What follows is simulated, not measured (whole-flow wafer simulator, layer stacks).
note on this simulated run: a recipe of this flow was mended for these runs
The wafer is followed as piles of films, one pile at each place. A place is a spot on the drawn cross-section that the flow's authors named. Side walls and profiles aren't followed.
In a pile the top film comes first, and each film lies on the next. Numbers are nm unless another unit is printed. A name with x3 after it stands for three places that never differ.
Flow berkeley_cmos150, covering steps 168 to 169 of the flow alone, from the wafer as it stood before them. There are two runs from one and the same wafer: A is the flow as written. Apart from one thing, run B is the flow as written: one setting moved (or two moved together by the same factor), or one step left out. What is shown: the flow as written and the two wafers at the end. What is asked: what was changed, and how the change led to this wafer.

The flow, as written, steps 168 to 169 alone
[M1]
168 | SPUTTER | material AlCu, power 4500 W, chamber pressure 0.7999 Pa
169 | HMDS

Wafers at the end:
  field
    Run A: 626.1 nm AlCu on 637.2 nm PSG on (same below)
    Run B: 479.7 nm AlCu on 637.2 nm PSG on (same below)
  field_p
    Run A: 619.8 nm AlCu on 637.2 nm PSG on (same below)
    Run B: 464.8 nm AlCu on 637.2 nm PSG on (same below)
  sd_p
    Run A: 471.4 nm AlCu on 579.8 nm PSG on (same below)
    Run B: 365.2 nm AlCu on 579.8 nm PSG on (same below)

What caused this: step 168, SPUTTER: power 3420 W was run, though the flow has power 4500 W.

How this came from the change, step by step:
  168 | SPUTTER | material AlCu, power 4500 W, chamber pressure 0.7999 Pa
      field, sd_n, gate_n, m1: A +626.1 AlCu (new film) | B +479.7 AlCu (new film)
      field_p: A +619.8 AlCu (new film) | B +464.8 AlCu (new film)
      (and at 3 other places as well)
